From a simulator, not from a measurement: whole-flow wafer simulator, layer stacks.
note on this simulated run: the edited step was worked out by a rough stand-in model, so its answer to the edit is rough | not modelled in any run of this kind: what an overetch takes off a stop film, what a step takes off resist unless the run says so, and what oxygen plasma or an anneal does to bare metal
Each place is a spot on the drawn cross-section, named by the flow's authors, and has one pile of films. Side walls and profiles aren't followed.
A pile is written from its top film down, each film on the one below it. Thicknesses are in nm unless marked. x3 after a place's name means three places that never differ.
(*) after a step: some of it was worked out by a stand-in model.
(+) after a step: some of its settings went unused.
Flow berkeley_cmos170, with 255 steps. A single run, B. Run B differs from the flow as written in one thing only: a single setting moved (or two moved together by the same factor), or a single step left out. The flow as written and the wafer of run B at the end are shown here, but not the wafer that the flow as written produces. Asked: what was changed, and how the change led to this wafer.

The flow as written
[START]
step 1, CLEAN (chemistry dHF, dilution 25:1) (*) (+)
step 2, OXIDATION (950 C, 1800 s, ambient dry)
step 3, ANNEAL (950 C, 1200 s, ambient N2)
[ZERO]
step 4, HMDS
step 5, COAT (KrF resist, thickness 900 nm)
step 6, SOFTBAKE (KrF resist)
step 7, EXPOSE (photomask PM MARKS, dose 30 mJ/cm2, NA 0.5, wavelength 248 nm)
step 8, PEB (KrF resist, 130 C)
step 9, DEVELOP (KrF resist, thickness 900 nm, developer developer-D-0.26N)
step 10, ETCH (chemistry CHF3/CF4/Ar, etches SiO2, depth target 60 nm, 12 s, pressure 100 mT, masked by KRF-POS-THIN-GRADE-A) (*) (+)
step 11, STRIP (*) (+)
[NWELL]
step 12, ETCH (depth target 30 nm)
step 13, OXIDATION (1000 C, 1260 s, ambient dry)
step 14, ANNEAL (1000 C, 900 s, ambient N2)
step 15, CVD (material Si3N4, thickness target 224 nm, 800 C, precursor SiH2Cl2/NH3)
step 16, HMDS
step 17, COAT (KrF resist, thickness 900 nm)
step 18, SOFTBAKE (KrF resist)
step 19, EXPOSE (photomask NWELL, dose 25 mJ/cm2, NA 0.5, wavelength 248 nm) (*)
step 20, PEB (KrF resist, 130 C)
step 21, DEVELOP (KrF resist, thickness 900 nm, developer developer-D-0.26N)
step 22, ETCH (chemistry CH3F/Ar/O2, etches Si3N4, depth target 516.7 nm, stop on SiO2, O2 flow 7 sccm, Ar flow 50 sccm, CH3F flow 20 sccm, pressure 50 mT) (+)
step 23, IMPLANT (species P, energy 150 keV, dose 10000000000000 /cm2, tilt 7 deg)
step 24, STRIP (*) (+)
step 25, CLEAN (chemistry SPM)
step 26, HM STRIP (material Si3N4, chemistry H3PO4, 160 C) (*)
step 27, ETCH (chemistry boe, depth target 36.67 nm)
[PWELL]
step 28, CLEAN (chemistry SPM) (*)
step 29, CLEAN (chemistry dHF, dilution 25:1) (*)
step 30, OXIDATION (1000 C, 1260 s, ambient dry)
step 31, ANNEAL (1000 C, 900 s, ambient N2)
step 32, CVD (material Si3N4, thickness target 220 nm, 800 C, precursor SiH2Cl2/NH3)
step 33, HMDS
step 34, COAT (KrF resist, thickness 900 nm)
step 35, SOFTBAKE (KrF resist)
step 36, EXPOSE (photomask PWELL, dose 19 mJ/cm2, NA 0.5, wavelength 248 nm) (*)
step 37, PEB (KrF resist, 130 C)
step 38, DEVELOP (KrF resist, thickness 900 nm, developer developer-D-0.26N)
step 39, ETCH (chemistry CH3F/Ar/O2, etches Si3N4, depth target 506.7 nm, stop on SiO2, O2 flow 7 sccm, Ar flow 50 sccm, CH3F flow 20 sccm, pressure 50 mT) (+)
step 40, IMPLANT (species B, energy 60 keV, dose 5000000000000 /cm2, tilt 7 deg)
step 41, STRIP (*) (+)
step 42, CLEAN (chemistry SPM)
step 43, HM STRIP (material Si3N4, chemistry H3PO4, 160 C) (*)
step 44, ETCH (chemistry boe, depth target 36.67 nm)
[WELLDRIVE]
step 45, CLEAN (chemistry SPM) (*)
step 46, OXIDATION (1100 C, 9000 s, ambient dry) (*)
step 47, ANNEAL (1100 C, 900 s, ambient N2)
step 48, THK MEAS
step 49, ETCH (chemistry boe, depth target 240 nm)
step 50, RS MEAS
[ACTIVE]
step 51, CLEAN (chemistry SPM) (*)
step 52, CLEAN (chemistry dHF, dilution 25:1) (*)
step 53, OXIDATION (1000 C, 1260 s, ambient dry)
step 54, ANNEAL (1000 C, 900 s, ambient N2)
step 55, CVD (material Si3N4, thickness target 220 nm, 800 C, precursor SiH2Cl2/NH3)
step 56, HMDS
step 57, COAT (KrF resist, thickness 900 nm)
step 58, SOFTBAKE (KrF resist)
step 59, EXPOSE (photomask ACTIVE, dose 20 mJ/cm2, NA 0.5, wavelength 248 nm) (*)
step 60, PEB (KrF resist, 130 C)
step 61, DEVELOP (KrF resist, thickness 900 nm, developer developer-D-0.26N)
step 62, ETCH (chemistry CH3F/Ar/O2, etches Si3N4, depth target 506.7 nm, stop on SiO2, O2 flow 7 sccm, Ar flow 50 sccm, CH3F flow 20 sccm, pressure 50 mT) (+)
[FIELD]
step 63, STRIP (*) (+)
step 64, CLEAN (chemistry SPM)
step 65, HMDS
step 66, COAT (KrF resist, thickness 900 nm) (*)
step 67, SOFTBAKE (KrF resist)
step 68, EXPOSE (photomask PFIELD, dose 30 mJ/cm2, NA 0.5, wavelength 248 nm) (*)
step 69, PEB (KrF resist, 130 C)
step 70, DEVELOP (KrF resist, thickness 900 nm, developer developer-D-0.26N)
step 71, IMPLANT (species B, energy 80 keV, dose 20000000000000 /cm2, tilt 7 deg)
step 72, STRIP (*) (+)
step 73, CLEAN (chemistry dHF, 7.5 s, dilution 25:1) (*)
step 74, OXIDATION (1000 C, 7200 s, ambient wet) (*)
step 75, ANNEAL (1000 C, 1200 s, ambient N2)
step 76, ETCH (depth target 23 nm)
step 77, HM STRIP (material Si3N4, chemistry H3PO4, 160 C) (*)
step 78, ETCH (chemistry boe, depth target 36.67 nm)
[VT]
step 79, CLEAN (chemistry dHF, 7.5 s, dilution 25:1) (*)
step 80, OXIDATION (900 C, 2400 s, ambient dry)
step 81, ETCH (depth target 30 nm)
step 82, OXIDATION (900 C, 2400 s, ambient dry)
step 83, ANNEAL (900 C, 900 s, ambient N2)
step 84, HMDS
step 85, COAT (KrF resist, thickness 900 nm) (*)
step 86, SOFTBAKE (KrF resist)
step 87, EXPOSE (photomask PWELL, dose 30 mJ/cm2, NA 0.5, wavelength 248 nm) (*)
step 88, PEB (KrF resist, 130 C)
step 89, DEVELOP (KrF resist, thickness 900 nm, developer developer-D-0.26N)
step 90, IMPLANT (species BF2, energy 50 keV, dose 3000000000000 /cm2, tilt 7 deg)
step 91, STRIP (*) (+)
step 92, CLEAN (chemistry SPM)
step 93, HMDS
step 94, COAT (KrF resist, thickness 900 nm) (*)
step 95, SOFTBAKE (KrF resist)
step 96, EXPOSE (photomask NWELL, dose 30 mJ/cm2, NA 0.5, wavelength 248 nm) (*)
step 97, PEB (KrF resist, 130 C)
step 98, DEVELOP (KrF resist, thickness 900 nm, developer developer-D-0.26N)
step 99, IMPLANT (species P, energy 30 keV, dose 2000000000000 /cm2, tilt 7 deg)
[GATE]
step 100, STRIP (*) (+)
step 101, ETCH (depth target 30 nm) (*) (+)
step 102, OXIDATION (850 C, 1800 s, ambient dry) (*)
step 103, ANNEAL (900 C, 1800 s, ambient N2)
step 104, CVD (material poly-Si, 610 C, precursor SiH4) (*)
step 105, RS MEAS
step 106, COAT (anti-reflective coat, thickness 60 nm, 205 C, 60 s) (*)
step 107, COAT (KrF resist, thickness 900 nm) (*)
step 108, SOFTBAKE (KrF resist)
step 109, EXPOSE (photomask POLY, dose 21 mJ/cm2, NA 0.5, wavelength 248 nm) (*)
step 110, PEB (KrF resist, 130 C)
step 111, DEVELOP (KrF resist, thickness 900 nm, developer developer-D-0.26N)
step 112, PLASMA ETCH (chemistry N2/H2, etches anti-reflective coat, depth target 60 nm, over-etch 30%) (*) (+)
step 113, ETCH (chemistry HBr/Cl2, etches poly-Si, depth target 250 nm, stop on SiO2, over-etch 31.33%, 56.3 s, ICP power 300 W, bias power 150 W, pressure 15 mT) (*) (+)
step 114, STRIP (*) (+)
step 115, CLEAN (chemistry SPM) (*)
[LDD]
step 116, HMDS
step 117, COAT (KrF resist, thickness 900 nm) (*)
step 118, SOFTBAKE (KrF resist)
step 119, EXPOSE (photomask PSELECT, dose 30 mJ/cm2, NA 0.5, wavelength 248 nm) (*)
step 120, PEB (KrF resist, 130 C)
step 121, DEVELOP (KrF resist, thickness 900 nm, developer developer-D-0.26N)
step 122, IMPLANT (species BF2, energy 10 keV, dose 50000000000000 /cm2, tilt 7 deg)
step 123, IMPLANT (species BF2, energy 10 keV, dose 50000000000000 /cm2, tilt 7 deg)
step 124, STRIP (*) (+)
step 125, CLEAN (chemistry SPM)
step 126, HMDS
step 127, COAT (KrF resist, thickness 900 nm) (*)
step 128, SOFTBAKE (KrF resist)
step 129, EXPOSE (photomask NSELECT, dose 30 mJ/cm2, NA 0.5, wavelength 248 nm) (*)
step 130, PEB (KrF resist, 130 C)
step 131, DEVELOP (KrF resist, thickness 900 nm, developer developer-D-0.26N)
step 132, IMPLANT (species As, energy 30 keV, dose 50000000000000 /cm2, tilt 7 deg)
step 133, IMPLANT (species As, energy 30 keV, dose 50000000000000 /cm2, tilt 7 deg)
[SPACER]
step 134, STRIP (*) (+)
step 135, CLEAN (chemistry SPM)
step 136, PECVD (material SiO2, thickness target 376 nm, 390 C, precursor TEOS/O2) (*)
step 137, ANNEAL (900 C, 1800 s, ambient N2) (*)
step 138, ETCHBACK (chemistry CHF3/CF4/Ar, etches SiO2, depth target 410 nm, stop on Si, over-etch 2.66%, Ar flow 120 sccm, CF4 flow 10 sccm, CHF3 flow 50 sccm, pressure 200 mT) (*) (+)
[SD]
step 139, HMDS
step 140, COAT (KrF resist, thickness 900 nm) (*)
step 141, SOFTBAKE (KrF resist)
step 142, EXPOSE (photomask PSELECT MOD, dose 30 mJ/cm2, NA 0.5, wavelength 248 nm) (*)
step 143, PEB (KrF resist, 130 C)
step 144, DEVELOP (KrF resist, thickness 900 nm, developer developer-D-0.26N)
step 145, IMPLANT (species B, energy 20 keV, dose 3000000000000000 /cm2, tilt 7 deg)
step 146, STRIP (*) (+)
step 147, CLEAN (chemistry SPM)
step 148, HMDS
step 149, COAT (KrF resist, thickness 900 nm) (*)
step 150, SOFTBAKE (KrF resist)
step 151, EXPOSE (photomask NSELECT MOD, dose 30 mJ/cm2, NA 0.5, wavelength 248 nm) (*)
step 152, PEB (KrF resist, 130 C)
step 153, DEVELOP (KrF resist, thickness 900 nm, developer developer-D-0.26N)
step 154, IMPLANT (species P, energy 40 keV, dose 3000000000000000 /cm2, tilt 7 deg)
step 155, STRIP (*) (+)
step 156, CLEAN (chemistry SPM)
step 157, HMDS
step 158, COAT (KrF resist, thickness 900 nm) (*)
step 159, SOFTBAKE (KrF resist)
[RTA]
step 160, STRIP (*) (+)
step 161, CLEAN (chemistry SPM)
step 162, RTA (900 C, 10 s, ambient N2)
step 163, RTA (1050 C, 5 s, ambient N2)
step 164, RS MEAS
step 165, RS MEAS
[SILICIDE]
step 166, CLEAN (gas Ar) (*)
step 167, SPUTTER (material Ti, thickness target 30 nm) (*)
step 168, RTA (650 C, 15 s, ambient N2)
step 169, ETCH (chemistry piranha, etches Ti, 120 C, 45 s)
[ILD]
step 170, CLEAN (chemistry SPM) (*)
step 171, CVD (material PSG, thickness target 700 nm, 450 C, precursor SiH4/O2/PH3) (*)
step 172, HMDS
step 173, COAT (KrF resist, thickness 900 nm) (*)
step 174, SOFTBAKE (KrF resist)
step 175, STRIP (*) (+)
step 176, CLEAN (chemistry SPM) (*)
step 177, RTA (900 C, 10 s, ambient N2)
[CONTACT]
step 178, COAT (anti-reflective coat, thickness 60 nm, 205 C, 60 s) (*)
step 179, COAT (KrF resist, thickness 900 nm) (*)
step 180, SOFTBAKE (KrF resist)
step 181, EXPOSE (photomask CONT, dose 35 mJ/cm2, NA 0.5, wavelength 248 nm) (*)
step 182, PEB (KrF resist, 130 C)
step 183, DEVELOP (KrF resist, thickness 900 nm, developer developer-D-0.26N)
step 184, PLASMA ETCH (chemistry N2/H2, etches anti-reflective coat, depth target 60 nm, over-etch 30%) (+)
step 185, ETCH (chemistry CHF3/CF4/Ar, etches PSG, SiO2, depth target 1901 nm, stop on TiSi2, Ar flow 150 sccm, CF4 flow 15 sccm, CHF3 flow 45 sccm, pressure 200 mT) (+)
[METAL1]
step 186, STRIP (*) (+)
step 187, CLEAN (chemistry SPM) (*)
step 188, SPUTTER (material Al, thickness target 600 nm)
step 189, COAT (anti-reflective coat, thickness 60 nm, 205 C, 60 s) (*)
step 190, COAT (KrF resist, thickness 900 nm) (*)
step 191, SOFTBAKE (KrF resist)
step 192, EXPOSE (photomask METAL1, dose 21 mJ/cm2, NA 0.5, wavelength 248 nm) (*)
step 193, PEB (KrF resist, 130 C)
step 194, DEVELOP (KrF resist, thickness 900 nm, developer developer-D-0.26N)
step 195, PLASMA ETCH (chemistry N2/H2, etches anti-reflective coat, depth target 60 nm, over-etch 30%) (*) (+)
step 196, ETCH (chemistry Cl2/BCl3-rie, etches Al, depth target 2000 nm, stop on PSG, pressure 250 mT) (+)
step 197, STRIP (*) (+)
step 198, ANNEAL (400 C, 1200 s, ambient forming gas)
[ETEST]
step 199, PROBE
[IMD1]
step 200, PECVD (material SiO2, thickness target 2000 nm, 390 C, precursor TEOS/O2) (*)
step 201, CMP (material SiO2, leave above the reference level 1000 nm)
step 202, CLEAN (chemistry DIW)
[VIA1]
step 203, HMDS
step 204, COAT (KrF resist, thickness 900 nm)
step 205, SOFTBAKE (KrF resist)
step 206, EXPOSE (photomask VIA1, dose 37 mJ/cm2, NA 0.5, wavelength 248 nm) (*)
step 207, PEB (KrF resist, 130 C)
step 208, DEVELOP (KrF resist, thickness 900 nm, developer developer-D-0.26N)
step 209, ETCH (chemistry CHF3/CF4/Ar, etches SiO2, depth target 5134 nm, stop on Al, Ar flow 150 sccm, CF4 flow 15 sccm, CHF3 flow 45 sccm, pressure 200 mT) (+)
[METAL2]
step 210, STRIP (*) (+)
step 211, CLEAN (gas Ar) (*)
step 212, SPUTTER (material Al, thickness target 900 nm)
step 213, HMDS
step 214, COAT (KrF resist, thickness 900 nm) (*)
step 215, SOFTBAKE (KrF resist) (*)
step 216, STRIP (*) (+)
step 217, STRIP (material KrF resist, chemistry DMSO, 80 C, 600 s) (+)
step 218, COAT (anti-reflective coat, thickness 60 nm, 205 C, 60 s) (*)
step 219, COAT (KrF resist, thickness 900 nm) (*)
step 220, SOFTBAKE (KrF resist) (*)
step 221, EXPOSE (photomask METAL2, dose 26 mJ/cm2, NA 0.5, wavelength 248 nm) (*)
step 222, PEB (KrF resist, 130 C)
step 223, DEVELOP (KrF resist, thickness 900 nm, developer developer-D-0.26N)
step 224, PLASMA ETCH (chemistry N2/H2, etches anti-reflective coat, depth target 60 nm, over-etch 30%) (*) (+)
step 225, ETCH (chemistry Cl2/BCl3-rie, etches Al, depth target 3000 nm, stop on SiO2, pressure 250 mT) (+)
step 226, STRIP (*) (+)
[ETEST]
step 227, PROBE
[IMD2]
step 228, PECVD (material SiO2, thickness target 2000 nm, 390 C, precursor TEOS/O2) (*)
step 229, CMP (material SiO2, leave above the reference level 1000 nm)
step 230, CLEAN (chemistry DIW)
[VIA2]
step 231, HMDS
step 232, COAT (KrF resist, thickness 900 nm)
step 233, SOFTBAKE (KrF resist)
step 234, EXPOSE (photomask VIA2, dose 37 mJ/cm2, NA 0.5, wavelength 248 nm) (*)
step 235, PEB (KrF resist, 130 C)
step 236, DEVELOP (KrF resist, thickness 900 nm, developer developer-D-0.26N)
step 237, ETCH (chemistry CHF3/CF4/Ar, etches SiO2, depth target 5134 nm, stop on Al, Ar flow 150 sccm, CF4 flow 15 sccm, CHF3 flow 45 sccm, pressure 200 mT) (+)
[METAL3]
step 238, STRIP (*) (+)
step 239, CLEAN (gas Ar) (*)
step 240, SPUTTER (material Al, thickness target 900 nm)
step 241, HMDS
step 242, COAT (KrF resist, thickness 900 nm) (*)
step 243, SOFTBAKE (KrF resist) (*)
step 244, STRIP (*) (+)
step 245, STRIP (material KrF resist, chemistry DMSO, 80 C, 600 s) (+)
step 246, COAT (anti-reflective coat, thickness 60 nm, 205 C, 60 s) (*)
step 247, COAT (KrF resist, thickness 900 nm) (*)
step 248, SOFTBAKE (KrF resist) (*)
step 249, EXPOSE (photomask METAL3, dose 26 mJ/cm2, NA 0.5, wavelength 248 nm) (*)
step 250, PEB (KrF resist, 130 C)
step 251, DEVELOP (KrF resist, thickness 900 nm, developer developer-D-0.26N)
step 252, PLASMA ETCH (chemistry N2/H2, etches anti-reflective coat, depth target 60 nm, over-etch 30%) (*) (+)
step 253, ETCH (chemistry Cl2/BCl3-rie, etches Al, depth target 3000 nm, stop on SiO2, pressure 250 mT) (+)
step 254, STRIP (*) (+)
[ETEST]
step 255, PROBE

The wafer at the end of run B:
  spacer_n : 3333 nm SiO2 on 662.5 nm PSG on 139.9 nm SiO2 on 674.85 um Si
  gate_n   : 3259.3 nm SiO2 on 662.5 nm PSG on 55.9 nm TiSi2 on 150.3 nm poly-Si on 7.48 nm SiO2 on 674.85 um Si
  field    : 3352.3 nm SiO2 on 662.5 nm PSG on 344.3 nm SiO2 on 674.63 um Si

Cause: step 136, PECVD: thickness target 338 nm was run, though the flow has thickness target 376 nm.

How this came from the change, step by step:
  step 136, PECVD (material SiO2, thickness target 376 nm, 390 C, precursor TEOS/O2) (*)
      field, sd_n, spacer_n and 7 more: SiO2 gains 338 (in the flow as written it would be: SiO2 gains 376)
      gate_n, gate_p: SiO2 gains 338 (new film) (in the flow as written it would be: SiO2 gains 376 (new film))
  step 137, ANNEAL (900 C, 1800 s, ambient N2) (*)
      field, sd_n, spacer_n and 9 more: SiO2 loses 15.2 (in the flow as written it would be: SiO2 loses 16.9)
  step 138, ETCHBACK (chemistry CHF3/CF4/Ar, etches SiO2, depth target 410 nm, stop on Si, over-etch 2.66%, Ar flow 120 sccm, CF4 flow 10 sccm, CHF3 flow 50 sccm, pressure 200 mT) (*) (+)
      sd_n, sd_p, contact, m1, via1, m2, via2: SiO2 loses 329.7 (all of it) (in the flow as written it would be: SiO2 loses 366 (all of it))
      gate_n, gate_p: SiO2 loses 322.8 (all of it), chemical SiO2 loses 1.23 (all of it), poly-Si loses 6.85 (in the flow as written it would be: SiO2 loses 359.1 (all of it), chemical SiO2 loses 1.23 (all of it), poly-Si loses 3.55)
  step 140, COAT (KrF resist, thickness 900 nm) (*)
      sd_n: KrF resist gains 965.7 (new film) (in the flow as written it would be: KrF resist gains 985.6 (new film))
      spacer_n: KrF resist gains 842.8 (new film) (in the flow as written it would be: KrF resist gains 825.5 (new film))
      (also at 1 further place)
  step 144, DEVELOP (KrF resist, thickness 900 nm, developer developer-D-0.26N)
      spacer_p: KrF resist loses 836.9 (all of it) (in the flow as written it would be: KrF resist loses 817.6 (all of it))
  step 146, STRIP (*) (+)
      sd_n: chemical SiO2 gains 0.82 (new film), KrF resist loses 949.9 (all of it), Si loses 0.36 (in the flow as written it would be: chemical SiO2 gains 0.83 (new film), KrF resist loses 969.8 (all of it), Si loses 0.36)
      spacer_n: KrF resist loses 827.3 (all of it) (in the flow as written it would be: KrF resist loses 810 (all of it))
      (also at 1 further place)
  step 149, COAT (KrF resist, thickness 900 nm) (*)
      sd_n: KrF resist gains 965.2 (new film) (in the flow as written it would be: KrF resist gains 985.1 (new film))
      gate_n: KrF resist gains 776.3 (new film) (in the flow as written it would be: KrF resist gains 792.7 (new film))
      (also at 1 further place)
  step 153, DEVELOP (KrF resist, thickness 900 nm, developer developer-D-0.26N)
      sd_n: KrF resist loses 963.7 (all of it) (in the flow as written it would be: KrF resist loses 983.5 (all of it))
      gate_n: KrF resist loses 775.1 (all of it) (in the flow as written it would be: KrF resist loses 791.5 (all of it))
  step 155, STRIP (*) (+)
      spacer_p: KrF resist loses 822.8 (all of it) (in the flow as written it would be: KrF resist loses 804 (all of it))
  step 158, COAT (KrF resist, thickness 900 nm) (*)
      sd_n: KrF resist gains 965.1 (new film) (in the flow as written it would be: KrF resist gains 984.8 (new film))
      spacer_n: KrF resist gains 842.7 (new film) (in the flow as written it would be: KrF resist gains 825.6 (new film))
      (also at 2 further places)
  step 160, STRIP (*) (+)
      sd_n: KrF resist loses 965.1 (all of it), chemical SiO2 gains 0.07 (in the flow as written it would be: KrF resist loses 984.8 (all of it), chemical SiO2 gains 0.07)
      spacer_n: KrF resist loses 842.7 (all of it) (in the flow as written it would be: KrF resist loses 825.6 (all of it))
      (also at 2 further places)
  step 173, COAT (KrF resist, thickness 900 nm) (*)
      sd_p: KrF resist gains 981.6 (new film) (in the flow as written it would be: KrF resist gains 1001.7 (new film))
  step 175, STRIP (*) (+)
      sd_p: KrF resist loses 981.6 (all of it) (in the flow as written it would be: KrF resist loses 1001.7 (all of it))
  step 178, COAT (anti-reflective coat, thickness 60 nm, 205 C, 60 s) (*)
      field: anti-reflective coat gains 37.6 (new film) (in the flow as written it would be: anti-reflective coat gains 38.6 (new film))
      sd_n: anti-reflective coat gains 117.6 (new film) (in the flow as written it would be: anti-reflective coat gains 135.1 (new film))
      (also at 7 further places)
  step 179, COAT (KrF resist, thickness 900 nm) (*)
      sd_p: KrF resist gains 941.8 (new film) (in the flow as written it would be: KrF resist gains 964.5 (new film))
      spacer_p: KrF resist gains 863.7 (new film) (in the flow as written it would be: KrF resist gains 841.3 (new film))
  step 186, STRIP (*) (+)
      field: KrF resist loses 629.5 (all of it), anti-reflective coat loses 37.6 (all of it) (in the flow as written it would be: KrF resist loses 623.9 (all of it), anti-reflective coat loses 38.6 (all of it))
      sd_n: KrF resist loses 641.1 (all of it), anti-reflective coat loses 117.6 (all of it) (in the flow as written it would be: KrF resist loses 643.8 (all of it), anti-reflective coat loses 135.1 (all of it))
      (also at 8 further places)
  ... 6 other steps ...
  step 201, CMP (material SiO2, leave above the reference level 1000 nm)
      spacer_n, spacer_p: SiO2 loses 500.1 (in the flow as written it would be: SiO2 loses 536.3)
      field: SiO2 loses 480.7 (in the flow as written it would be: SiO2 loses 517)
